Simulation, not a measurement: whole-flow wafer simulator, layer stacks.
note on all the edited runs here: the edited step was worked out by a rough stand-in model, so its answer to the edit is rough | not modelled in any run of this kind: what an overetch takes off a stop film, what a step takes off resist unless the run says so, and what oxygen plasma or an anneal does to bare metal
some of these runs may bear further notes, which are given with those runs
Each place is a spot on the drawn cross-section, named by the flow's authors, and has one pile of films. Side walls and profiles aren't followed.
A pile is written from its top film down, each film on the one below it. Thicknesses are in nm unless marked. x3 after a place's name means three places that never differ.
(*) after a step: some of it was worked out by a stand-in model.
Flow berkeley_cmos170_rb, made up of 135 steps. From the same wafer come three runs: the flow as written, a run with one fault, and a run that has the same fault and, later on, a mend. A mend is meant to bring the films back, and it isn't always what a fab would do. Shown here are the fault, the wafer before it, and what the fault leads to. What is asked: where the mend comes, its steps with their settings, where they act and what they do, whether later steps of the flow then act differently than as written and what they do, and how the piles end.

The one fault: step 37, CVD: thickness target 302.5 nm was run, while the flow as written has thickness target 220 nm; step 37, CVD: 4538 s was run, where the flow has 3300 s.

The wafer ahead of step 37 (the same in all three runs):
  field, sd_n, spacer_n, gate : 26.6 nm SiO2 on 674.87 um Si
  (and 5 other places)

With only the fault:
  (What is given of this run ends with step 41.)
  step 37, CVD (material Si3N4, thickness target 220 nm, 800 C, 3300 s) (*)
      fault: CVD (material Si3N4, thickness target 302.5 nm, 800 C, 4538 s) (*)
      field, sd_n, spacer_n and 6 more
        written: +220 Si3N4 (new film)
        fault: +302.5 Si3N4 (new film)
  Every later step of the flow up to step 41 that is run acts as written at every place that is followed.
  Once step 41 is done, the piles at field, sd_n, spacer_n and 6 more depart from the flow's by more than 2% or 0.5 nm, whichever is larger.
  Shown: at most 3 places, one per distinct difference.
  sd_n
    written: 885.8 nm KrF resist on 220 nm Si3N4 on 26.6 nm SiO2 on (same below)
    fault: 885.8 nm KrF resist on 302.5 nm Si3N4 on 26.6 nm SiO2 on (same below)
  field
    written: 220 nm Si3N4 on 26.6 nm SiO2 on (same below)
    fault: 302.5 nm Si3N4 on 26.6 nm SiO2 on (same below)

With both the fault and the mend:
  After step 37 comes the mend.
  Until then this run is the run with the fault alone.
  step 37a, ETCH (chemistry h3po4, depth target 348.1 nm) (the flow's step 30 again, with other settings)
      field, sd_n, spacer_n and 6 more
        -302.5 Si3N4 (all of it)
  step 37b, CLEAN (*)
      alters no film at any place that is followed
  step 37c, CVD (material Si3N4, thickness target 220 nm, 800 C, 3300 s) (*) (the flow's step 37 again)
      field, sd_n, spacer_n and 6 more
        +220 Si3N4 (new film)
  Every later step of the flow that is run acts as written at every place that is followed.
  The piles end the same as the flow's at every place that both follow.
